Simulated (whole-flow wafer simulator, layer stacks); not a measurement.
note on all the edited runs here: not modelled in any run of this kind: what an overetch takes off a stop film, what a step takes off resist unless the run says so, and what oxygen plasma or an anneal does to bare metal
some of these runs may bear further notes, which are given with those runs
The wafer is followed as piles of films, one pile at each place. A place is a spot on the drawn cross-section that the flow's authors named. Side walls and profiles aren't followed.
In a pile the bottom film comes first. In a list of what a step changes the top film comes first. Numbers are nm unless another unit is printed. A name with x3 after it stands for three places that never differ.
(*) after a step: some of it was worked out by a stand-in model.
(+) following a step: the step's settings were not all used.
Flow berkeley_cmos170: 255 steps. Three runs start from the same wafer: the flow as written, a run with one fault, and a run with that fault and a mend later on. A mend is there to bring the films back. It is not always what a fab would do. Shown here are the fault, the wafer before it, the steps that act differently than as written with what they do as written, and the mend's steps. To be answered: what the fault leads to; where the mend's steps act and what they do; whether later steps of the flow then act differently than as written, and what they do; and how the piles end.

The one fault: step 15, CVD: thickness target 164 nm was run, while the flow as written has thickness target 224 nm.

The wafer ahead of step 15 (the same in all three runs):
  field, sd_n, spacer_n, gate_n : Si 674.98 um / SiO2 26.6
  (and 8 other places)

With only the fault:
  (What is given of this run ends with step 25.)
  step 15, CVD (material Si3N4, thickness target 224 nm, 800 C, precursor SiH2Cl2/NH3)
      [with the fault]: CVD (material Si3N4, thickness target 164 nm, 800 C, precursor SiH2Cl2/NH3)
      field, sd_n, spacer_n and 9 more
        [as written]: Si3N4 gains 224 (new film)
        [with the fault]: Si3N4 gains 164 (new film)
  Later steps of the flow acting differently than as written:
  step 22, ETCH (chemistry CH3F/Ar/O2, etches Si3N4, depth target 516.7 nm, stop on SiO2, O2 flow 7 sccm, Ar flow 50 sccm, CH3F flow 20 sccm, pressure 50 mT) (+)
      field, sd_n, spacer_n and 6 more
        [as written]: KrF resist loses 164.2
        [with the fault]: KrF resist loses 124.2
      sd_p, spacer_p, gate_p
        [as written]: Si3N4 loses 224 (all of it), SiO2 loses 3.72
        [with the fault]: Si3N4 loses 164 (all of it), SiO2 loses 3.72
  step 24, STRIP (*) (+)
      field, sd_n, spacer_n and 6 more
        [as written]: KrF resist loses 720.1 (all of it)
        [with the fault]: KrF resist loses 760.1 (all of it)
  The piles after step 25 differ from the flow's at field, sd_n, spacer_n and 6 more by more than 2% or 0.5 nm, whichever is larger.
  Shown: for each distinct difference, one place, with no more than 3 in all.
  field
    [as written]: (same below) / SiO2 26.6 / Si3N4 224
    [with the fault]: (same below) / SiO2 26.6 / Si3N4 164

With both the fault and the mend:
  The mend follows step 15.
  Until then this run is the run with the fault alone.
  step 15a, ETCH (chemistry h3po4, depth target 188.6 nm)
      field, sd_n, spacer_n and 9 more
        Si3N4 loses 164 (all of it)
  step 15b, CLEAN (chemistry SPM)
      leaves every film unchanged at each place that is followed
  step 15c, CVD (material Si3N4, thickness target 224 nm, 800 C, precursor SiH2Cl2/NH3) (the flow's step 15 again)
      field, sd_n, spacer_n and 9 more
        Si3N4 gains 224 (new film)
  Every later step of the flow that is run acts as written at every place that is followed.
  The piles end the same as the flow's at every place that both follow.
